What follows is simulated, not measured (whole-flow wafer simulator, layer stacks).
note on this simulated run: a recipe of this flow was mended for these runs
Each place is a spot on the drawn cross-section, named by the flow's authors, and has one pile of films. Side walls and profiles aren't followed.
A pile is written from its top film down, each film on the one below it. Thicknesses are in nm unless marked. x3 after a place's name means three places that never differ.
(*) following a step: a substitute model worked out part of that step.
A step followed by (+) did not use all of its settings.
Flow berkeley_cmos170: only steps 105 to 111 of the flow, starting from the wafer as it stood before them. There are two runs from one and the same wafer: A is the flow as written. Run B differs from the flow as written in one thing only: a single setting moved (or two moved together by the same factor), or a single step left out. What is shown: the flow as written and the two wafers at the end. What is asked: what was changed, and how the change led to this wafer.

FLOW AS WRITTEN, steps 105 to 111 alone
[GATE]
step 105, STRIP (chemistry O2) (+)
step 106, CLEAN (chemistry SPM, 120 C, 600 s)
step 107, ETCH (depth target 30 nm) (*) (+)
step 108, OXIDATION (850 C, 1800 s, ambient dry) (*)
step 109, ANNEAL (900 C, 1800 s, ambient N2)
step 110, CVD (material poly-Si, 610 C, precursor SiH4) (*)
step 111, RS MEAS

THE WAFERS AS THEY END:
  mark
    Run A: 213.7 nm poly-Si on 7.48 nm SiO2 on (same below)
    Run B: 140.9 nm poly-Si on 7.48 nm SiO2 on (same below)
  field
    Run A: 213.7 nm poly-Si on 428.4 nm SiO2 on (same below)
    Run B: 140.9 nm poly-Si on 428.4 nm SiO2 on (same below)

The reason: step 110, CVD: 590 C was run, while the flow as written has 610 C.

How this came from the change, step by step:
  step 110, CVD (material poly-Si, 610 C, precursor SiH4) (*)
      field, mark, sd_n and 10 more: A poly-Si gains 213.7 (new film) | B poly-Si gains 140.9 (new film)
